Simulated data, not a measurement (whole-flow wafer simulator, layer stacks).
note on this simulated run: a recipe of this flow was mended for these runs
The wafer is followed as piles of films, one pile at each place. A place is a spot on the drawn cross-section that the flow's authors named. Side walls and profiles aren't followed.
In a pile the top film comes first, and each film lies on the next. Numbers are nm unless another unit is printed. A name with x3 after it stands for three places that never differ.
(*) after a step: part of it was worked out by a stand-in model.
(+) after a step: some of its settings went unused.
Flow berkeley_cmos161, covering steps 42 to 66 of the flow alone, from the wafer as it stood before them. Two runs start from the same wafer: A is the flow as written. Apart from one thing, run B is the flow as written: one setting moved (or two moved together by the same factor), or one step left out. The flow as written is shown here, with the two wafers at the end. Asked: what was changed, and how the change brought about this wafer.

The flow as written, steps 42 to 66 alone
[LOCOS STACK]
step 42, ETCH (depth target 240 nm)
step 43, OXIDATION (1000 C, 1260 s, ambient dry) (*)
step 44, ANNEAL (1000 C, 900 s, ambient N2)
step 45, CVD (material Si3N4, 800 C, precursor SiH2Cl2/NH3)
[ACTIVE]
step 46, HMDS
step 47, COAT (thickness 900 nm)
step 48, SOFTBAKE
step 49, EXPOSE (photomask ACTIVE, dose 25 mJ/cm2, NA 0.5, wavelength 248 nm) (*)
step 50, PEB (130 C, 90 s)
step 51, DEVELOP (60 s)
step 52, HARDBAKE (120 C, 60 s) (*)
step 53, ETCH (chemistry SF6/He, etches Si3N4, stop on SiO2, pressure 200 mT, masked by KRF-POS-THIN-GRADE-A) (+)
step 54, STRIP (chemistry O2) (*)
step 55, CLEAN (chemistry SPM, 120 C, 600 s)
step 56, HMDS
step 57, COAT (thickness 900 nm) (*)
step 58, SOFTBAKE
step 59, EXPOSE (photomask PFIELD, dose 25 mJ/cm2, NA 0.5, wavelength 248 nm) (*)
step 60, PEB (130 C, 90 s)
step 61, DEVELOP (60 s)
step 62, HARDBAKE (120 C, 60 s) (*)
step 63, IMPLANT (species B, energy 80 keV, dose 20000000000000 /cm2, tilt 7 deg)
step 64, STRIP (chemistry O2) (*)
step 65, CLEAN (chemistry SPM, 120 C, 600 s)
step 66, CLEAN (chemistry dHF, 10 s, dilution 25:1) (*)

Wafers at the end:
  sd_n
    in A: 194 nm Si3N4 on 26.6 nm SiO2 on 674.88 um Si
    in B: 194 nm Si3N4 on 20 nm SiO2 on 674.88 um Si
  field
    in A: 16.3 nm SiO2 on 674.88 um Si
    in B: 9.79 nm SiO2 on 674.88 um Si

The reason: step 43, OXIDATION: 970 C was run, whereas the flow has 1000 C.

How this came from the change, step by step:
  step 43, OXIDATION (1000 C, 1260 s, ambient dry) (*)
      field, sd_n, spacer_n and 6 more: A +26.6 SiO2 (new film), -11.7 Si | B +20 SiO2 (new film), -8.81 Si
